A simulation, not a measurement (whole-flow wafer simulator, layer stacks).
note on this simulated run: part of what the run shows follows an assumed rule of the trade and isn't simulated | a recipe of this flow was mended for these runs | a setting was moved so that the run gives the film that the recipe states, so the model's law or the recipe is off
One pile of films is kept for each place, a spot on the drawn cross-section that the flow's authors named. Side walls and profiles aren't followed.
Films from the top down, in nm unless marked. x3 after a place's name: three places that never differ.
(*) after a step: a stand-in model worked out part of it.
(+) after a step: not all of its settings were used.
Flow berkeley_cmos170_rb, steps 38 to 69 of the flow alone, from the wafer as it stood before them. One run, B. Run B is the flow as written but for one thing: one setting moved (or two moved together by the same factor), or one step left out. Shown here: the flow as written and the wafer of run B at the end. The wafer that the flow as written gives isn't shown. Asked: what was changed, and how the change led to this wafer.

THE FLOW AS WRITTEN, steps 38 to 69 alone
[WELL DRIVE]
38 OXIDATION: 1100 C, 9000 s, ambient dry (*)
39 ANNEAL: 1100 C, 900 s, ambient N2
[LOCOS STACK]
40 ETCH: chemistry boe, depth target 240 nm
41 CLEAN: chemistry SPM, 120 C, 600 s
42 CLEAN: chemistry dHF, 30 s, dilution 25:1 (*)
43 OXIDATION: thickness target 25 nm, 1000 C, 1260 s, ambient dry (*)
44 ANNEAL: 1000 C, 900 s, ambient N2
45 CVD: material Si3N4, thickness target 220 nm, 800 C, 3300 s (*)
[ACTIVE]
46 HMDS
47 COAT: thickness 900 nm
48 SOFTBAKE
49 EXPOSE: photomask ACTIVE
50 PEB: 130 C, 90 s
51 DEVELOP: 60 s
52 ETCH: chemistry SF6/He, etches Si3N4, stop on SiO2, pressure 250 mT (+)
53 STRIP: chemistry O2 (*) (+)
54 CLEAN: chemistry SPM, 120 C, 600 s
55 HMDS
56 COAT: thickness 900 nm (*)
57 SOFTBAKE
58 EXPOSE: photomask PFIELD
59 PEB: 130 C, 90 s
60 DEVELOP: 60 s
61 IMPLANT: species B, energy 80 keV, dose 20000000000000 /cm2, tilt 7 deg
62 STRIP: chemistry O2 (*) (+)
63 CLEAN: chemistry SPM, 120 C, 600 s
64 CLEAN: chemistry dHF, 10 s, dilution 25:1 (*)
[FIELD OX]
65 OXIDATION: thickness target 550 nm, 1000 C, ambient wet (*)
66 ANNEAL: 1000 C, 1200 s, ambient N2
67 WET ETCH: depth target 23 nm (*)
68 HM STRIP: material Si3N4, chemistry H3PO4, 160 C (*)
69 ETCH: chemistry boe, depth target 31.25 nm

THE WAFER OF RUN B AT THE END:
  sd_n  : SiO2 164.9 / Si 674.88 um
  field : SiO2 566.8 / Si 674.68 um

The cause: step 40, ETCH: chemistry boe, depth target 240 nm, was left out.

How the change led to this, step by step:
  41 CLEAN: chemistry SPM, 120 C, 600 s
      field, sd_n, spacer_n and 6 more: nothing (as written it would be: chemical SiO2 +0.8 (new film), Si -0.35)
  42 CLEAN: chemistry dHF, 30 s, dilution 25:1 (*)
      field, sd_n, spacer_n and 6 more: SiO2 -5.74 (as written it would be: chemical SiO2 -0.8 (all of it))
  43 OXIDATION: thickness target 25 nm, 1000 C, 1260 s, ambient dry (*)
      field, sd_n, spacer_n and 6 more: SiO2 +7.54, Si -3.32 (as written it would be: SiO2 +26.6 (new film), Si -11.7)
  65 OXIDATION: thickness target 550 nm, 1000 C, ambient wet (*)
      sd_n: SiO2 +12.1 (new film), Si3N4 -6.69 (as written it would be: SiO2 +12.1 (new film), Si3N4 -6.69, SiO2 +1.54, Si -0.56)
      gate: SiO2 +12.1 (new film), Si3N4 -6.69 (as written it would be: SiO2 +12.1 (new film), Si3N4 -6.69, SiO2 +0.05, Si -0.05)
      (and at 2 more places)
  69 ETCH: chemistry boe, depth target 31.25 nm
      spacer_n, spacer_p, gate_p, contact, m1: SiO2 -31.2 (as written it would be: SiO2 -23.2 (all of it))
      gate, sd_p: SiO2 -31.2 (as written it would be: SiO2 -23.3 (all of it))
      (and at 1 more place)
